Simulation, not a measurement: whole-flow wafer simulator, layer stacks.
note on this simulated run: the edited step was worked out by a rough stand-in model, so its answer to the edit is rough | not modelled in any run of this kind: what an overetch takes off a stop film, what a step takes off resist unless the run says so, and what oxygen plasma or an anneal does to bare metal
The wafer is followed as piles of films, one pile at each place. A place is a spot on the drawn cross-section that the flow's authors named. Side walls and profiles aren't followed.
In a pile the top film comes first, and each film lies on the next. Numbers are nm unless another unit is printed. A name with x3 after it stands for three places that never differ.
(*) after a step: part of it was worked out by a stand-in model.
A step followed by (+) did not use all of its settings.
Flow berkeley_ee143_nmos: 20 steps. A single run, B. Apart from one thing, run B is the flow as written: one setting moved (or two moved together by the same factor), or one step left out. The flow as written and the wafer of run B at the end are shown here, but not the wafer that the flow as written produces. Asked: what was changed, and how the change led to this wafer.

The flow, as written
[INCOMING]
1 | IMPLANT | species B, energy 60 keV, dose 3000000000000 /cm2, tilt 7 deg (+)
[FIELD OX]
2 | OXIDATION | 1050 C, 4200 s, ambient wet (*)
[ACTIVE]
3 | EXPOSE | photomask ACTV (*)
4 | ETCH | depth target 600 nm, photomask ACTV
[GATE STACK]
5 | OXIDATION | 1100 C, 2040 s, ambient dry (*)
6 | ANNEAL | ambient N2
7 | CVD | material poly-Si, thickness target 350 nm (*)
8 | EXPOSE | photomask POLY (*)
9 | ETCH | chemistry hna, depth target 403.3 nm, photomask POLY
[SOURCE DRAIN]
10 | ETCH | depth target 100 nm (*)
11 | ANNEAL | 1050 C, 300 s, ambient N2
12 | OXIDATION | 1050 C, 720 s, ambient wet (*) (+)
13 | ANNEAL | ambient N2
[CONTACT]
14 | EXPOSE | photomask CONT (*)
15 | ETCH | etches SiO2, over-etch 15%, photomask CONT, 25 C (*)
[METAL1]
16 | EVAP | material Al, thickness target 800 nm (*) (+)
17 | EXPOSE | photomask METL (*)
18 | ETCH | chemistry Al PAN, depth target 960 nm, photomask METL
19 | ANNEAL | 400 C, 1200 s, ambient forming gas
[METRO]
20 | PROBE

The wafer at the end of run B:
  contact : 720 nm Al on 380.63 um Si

What caused this: step 16, EVAP: thickness target 720 nm was run, though the flow has thickness target 800 nm.
The wafer itself shows it: contact has Al 720, and step 16 as written asks for 800 nm.

How this came from the change, step by step:
  16 | EVAP | material Al, thickness target 800 nm (*) (+)
      gate, sd, contact, field: Al gains 720 (new film) (it would be, as written: Al gains 800 (new film))
  18 | ETCH | chemistry Al PAN, depth target 960 nm, photomask METL
      gate, sd, field: Al loses 720 (all of it) (it would be, as written: Al loses 800 (all of it))
